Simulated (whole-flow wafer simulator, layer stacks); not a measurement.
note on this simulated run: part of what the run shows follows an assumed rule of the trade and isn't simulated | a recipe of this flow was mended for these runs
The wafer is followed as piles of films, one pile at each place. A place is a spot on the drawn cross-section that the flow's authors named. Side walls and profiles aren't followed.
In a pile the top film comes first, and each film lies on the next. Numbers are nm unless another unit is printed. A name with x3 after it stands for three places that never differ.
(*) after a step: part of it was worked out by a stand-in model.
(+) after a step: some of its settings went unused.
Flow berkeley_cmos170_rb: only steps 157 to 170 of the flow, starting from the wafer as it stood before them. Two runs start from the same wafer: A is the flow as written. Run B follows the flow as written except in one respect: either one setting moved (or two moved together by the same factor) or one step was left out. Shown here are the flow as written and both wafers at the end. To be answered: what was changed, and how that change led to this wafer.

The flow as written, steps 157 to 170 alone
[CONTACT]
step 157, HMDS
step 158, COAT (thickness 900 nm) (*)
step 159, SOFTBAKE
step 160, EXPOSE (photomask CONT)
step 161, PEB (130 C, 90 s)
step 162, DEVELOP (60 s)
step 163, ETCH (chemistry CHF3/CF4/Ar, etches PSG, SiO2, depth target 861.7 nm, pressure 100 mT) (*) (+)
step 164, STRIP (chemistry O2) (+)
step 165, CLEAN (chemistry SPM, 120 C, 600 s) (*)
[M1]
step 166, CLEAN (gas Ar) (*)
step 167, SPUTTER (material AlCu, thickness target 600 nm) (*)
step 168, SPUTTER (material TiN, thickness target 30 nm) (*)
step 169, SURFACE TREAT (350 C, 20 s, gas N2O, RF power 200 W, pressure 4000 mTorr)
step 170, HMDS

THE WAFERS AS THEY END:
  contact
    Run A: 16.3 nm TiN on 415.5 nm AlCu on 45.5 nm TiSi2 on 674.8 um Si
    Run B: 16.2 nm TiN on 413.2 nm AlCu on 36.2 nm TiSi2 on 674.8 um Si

What caused this: step 163, ETCH: depth target 1048 nm was run, while the flow as written has depth target 861.7 nm.

Step by step, how the change led to this:
  step 163, ETCH (chemistry CHF3/CF4/Ar, etches PSG, SiO2, depth target 861.7 nm, pressure 100 mT) (*) (+)
      field, sd_n, spacer_n, gate, sd_p, spacer_p, gate_p, m1: A KrF-resist loses 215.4 | B KrF-resist loses 261.9
      contact: A PSG loses 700 (all of it), TiSi2 loses 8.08 | B PSG loses 700 (all of it), TiSi2 loses 17.4
  step 164, STRIP (chemistry O2) (+)
      field: A KrF-resist loses 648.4 (all of it) | B KrF-resist loses 601.8 (all of it)
      sd_n: A KrF-resist loses 772.5 (all of it) | B KrF-resist loses 726 (all of it)
      (also at 6 further places)
